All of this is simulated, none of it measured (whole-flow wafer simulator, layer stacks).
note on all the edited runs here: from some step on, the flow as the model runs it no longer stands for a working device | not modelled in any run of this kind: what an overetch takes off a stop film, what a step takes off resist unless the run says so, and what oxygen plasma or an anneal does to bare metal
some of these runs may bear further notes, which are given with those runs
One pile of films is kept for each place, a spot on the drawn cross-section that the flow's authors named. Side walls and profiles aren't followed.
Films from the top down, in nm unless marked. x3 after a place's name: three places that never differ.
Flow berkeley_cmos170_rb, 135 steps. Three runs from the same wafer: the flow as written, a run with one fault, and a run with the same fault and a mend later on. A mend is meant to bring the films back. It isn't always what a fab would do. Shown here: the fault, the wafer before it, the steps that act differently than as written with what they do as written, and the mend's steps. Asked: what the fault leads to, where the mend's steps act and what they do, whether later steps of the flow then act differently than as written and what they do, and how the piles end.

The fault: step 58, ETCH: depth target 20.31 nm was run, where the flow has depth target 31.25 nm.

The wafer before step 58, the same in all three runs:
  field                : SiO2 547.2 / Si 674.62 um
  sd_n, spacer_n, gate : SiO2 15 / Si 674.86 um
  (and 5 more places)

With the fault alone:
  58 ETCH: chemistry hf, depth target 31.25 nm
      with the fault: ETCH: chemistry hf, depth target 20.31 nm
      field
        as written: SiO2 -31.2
        with the fault: SiO2 -20.3
  Later steps of the flow that act differently than as written (30 more steps differ only slightly, by at most 2% or 0.5 nm, whichever is larger, and aren't shown):
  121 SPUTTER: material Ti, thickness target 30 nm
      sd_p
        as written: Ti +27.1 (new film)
        with the fault: Ti +25.3 (new film)
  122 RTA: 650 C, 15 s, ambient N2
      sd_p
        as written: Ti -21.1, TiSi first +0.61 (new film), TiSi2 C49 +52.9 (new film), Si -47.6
        with the fault: Ti -19.7, TiSi2 C49 +50.2 (new film), Si -44.8
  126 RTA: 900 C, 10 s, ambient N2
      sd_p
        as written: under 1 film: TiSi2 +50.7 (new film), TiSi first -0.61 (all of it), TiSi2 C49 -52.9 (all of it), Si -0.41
        with the fault: under 1 film: TiSi2 +47.3 (new film), TiSi2 C49 -50.2 (all of it)
  At the end the piles differ from the flow's by more than 2% or 0.5 nm, whichever is larger, at sd_p.
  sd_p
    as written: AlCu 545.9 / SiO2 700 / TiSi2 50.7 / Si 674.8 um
    with the fault: AlCu 541.4 / SiO2 700 / TiSi2 47.3 / Si 674.81 um

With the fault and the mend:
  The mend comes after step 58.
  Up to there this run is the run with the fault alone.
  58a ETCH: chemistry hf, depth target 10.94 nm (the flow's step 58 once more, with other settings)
      field
        SiO2 -10.9
  No later step of the flow acts differently than as written, at any place that is followed, by more than 2% or 0.5 nm, whichever is larger.
  At the end the piles are the same as the flow's at every place that both follow.
